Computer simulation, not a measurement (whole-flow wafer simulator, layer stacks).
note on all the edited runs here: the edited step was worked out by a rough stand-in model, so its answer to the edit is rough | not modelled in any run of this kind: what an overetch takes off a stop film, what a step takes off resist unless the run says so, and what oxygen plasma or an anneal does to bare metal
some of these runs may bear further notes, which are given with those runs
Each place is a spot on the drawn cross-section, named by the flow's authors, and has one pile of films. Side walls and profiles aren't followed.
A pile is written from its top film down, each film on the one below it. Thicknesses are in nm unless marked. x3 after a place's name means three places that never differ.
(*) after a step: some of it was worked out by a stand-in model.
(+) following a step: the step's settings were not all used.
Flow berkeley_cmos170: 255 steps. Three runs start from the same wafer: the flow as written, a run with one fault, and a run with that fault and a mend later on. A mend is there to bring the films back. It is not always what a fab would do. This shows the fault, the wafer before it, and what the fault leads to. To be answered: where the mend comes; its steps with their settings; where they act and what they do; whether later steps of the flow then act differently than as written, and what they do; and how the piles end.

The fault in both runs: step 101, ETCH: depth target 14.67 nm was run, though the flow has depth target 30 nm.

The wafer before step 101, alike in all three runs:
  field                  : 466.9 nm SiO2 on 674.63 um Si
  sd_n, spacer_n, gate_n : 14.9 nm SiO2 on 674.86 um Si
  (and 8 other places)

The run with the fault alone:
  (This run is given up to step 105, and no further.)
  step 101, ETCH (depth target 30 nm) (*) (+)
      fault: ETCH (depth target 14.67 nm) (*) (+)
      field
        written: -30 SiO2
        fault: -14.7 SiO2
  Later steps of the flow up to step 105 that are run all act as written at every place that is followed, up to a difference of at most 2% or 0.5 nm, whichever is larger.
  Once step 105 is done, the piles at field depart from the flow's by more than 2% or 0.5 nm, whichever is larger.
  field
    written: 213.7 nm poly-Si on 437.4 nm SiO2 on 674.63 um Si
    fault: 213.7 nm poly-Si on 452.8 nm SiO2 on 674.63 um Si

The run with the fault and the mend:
  After step 101 comes the mend.
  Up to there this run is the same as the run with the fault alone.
  step 101a, ETCH (depth target 15.33 nm) (*) (+) (a further turn of the flow's step 101, with different settings)
      field
        -15.3 SiO2
  Later steps of the flow that are run all act as written at every place that is followed.
  The piles end the same as the flow's at every place that both follow.
